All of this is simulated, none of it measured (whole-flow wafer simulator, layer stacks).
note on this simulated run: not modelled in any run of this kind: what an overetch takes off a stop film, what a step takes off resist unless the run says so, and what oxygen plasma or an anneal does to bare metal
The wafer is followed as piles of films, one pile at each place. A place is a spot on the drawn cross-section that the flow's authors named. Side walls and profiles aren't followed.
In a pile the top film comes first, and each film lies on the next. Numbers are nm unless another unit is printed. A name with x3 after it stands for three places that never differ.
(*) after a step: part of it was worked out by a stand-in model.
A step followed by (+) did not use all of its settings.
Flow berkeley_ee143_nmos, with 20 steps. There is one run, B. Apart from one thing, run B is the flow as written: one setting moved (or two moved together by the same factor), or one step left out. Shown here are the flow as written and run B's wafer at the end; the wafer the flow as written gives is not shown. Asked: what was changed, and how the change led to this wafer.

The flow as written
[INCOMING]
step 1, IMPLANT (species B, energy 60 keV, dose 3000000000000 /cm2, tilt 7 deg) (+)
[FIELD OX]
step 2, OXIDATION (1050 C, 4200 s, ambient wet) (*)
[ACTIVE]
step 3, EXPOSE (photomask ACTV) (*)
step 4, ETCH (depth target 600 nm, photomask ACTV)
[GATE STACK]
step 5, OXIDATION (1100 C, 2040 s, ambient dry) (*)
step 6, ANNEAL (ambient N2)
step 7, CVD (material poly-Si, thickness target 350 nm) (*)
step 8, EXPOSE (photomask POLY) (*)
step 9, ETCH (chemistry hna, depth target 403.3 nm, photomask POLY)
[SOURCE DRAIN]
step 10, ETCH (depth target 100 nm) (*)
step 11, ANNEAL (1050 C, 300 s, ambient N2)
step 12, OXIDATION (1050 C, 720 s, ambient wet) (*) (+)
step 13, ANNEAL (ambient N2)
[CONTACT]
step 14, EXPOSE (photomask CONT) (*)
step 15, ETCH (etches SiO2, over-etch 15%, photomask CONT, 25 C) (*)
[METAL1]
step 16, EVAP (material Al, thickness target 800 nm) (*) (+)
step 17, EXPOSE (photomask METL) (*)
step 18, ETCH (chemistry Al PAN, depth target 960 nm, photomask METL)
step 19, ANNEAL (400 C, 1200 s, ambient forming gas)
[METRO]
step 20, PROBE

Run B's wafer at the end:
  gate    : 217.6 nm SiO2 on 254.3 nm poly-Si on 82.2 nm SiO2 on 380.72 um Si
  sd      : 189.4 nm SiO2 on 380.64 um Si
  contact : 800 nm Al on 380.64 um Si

The reason: step 4, ETCH: depth target 553 nm was run, though the flow has depth target 600 nm.

The path from the change to this, step by step:
  step 4, ETCH (depth target 600 nm, photomask ACTV)
      gate, sd, contact: SiO2 loses 553 (in the flow as written it would be: SiO2 loses 566.4 (all of it))
  step 5, OXIDATION (1100 C, 2040 s, ambient dry) (*)
      gate, sd, contact: SiO2 gains 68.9, Si loses 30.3 (in the flow as written it would be: SiO2 gains 79.7 (new film), Si loses 35.1)
  step 10, ETCH (depth target 100 nm) (*)
      sd, contact: SiO2 loses 82.2 (all of it) (in the flow as written it would be: SiO2 loses 79.7 (all of it))
